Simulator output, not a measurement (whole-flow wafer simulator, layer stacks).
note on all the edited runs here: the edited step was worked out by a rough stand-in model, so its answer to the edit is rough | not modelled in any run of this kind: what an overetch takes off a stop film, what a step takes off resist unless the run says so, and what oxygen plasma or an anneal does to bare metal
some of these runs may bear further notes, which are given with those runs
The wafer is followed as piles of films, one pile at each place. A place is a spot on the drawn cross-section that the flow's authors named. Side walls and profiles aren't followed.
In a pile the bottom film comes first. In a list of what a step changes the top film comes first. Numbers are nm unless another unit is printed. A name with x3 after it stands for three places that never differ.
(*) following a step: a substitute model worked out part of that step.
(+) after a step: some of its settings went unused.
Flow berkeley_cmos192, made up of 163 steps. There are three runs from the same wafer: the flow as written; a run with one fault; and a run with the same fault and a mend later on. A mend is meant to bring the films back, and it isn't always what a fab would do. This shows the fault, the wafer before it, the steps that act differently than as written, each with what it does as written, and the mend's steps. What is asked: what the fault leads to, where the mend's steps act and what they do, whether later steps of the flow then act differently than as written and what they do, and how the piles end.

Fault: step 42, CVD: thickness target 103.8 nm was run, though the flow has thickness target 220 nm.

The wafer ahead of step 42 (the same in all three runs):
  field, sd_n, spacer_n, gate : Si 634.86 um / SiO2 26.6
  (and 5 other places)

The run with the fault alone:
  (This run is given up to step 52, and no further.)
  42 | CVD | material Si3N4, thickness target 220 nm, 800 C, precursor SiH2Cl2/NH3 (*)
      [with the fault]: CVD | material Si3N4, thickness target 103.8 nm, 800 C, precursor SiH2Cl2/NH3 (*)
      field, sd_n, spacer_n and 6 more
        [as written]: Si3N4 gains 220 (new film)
        [with the fault]: Si3N4 gains 103.8 (new film)
  Steps further on in the flow that do not act as written:
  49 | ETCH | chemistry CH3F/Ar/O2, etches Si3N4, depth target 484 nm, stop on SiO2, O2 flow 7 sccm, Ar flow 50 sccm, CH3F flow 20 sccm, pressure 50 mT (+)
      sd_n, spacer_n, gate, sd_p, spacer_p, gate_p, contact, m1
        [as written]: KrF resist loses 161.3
        [with the fault]: KrF resist loses 83.9
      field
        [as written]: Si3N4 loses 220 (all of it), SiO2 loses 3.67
        [with the fault]: Si3N4 loses 103.8 (all of it), SiO2 loses 3.67
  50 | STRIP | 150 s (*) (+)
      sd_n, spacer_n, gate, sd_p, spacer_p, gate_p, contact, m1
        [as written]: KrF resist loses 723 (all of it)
        [with the fault]: KrF resist loses 800.5 (all of it)
  The piles after step 52 differ from the flow's at sd_n, spacer_n, gate, sd_p, spacer_p, gate_p, contact, m1 by more than 2% or 0.5 nm, whichever is larger.
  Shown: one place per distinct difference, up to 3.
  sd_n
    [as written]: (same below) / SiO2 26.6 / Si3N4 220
    [with the fault]: (same below) / SiO2 26.6 / Si3N4 103.8

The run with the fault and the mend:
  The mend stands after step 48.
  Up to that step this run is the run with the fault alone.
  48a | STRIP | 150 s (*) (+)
      sd_n, spacer_n, gate, sd_p, spacer_p, gate_p, contact, m1
        KrF resist loses 884.4 (all of it)
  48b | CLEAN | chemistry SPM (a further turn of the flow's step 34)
      alters no film at any place that is followed
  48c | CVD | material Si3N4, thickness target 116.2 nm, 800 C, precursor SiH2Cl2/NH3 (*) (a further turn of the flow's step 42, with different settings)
      field, sd_n, spacer_n and 6 more
        Si3N4 gains 116.2
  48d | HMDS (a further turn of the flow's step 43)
      alters no film at any place that is followed
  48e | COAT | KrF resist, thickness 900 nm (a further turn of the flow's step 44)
      field, sd_n, spacer_n and 6 more
        KrF resist gains 900 (new film)
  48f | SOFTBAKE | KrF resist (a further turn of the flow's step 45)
      alters no film at any place that is followed
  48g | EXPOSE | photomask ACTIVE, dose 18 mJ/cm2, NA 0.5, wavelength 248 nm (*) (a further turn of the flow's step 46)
      alters no film at any place that is followed
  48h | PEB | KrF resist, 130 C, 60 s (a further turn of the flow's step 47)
      field, sd_n, spacer_n and 6 more
        KrF resist loses 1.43
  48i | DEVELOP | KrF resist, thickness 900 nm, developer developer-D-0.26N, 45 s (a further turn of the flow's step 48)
      sd_n, spacer_n, gate, sd_p, spacer_p, gate_p, contact, m1
        KrF resist loses 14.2
      field
        KrF resist loses 898.6 (all of it)
  Later steps of the flow that are run all act as written at every place that is followed.
  The piles end the same as the flow's at every place that both follow.
